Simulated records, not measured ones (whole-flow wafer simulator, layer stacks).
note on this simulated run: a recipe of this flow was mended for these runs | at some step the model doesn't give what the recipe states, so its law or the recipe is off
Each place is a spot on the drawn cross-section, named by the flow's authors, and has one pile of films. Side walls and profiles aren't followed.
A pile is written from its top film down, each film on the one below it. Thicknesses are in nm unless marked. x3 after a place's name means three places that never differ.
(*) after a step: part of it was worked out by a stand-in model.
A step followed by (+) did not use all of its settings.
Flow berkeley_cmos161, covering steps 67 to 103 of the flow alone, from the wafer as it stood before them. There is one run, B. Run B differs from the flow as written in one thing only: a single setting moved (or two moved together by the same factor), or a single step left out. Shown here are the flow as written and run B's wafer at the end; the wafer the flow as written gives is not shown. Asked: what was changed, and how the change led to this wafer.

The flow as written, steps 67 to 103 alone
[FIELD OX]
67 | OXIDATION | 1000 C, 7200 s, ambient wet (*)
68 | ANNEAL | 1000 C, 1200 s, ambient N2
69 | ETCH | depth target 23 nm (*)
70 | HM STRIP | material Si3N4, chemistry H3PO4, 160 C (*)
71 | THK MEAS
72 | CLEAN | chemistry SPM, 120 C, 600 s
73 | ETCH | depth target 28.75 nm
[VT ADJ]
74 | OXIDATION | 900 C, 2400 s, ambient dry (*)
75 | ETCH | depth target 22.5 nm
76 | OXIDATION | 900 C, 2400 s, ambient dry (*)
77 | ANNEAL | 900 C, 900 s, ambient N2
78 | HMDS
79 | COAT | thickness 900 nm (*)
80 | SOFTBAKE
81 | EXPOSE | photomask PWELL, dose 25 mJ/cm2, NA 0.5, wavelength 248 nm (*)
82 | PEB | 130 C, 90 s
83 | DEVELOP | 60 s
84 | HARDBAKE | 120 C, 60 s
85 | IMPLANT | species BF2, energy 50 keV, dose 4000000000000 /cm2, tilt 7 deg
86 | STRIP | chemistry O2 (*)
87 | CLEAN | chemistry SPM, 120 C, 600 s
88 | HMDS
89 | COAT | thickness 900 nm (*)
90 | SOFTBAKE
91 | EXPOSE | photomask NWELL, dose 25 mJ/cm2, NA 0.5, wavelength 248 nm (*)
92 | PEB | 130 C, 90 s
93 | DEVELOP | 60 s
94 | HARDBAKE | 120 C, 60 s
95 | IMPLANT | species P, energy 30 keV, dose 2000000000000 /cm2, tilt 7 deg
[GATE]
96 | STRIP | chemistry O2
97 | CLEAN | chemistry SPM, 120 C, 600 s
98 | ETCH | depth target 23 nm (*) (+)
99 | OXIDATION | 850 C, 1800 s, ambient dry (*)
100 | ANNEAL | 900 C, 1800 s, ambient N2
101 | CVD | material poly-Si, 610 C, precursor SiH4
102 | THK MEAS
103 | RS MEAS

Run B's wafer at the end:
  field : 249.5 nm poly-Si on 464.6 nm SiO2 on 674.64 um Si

The reason: step 69, ETCH: depth target 12 nm was run, though the flow has depth target 23 nm.

How this came from the change, step by step:
  69 | ETCH | depth target 23 nm (*)
      sd_n, spacer_n, gate_n, sd_p, spacer_p, gate_p, contact, m1: -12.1 SiO2 (all of it) (in the flow as written it would be: -12.1 SiO2 (all of it), -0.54 Si3N4)
      field: -12 SiO2 (in the flow as written it would be: -23 SiO2)
